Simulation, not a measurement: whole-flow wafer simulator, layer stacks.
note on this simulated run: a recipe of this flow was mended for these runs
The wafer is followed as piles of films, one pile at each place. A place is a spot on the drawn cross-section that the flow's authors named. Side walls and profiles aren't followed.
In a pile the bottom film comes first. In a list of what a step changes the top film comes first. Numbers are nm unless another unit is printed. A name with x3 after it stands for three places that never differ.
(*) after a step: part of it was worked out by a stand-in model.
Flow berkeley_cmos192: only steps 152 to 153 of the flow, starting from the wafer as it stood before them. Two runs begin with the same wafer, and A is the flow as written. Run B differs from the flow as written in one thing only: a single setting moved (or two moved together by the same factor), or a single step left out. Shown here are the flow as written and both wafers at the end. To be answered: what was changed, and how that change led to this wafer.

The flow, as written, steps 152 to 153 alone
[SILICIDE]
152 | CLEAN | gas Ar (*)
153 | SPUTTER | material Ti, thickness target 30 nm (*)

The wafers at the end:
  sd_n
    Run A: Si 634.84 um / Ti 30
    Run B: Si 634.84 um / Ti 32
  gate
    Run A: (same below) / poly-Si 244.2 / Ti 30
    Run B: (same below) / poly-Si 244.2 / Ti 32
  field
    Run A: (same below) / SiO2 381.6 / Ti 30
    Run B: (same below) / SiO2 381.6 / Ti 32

Cause: step 153, SPUTTER: thickness target 32 nm was run, while the flow as written has thickness target 30 nm.
One can read it off the wafer: sd_n has Ti 32, and step 153 as written asks for 30 nm.

The path from the change to this, step by step:
  153 | SPUTTER | material Ti, thickness target 30 nm (*)
      field, sd_n, spacer_n, gate, spacer_p, gate_p, contact x2: A +30 Ti (new film) | B +32 Ti (new film)
      sd_p: A +28.2 Ti (new film) | B +30.1 Ti (new film)
